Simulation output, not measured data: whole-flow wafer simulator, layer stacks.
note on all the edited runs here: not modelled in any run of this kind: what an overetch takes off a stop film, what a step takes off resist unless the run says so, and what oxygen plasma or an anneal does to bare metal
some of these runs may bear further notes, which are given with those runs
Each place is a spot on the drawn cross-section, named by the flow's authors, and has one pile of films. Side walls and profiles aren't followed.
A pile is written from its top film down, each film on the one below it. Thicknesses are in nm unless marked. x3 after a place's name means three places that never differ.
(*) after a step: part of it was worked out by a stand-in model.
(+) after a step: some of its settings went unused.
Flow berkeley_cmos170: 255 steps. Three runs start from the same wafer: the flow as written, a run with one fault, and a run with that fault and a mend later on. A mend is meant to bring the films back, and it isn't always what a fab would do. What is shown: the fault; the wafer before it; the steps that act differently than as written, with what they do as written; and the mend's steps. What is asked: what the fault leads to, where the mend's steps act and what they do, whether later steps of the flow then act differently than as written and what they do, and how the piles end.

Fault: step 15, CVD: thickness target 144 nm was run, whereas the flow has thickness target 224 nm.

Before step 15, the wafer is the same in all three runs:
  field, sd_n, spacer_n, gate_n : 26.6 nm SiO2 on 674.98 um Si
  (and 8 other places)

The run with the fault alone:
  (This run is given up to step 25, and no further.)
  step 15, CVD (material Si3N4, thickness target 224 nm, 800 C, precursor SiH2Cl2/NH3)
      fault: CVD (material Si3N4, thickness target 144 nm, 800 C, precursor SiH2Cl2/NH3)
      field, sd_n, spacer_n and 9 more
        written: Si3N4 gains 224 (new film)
        fault: Si3N4 gains 144 (new film)
  Steps further on in the flow that do not act as written:
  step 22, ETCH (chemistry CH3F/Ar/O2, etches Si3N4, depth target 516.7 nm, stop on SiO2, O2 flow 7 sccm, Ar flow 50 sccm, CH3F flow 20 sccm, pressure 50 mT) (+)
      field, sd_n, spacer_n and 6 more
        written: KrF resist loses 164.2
        fault: KrF resist loses 110.9
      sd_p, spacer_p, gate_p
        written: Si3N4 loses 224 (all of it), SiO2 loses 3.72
        fault: Si3N4 loses 144 (all of it), SiO2 loses 3.72
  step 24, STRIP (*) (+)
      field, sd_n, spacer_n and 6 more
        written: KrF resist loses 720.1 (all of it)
        fault: KrF resist loses 773.5 (all of it)
  After step 25, at field, sd_n, spacer_n and 6 more, the piles differ from the flow's by more than 2% or 0.5 nm, whichever is larger.
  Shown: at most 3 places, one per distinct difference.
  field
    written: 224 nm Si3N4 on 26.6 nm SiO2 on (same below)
    fault: 144 nm Si3N4 on 26.6 nm SiO2 on (same below)

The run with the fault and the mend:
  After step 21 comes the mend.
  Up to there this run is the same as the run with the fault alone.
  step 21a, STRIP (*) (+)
      field, sd_n, spacer_n and 6 more
        KrF resist loses 884.4 (all of it)
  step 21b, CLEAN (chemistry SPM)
      alters no film at any place that is followed
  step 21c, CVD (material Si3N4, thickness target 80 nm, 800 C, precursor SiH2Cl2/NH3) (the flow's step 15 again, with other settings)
      field, sd_n, spacer_n and 9 more
        Si3N4 gains 80
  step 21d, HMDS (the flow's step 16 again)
      alters no film at any place that is followed
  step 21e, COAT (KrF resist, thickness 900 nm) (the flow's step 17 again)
      field, sd_n, spacer_n and 9 more
        KrF resist gains 900 (new film)
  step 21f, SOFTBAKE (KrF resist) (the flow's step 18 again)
      alters no film at any place that is followed
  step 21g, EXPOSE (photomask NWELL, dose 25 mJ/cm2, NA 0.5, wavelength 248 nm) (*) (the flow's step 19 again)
      alters no film at any place that is followed
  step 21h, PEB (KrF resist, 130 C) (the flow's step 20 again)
      field, sd_n, spacer_n and 9 more
        KrF resist loses 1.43
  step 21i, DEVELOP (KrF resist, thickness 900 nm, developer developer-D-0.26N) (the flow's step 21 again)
      field, sd_n, spacer_n and 6 more
        KrF resist loses 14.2
      sd_p, spacer_p, gate_p
        KrF resist loses 898.6 (all of it)
  Later steps of the flow that are run all act as written at every place that is followed.
  By the end, the piles equal the flow's at every place that both follow.
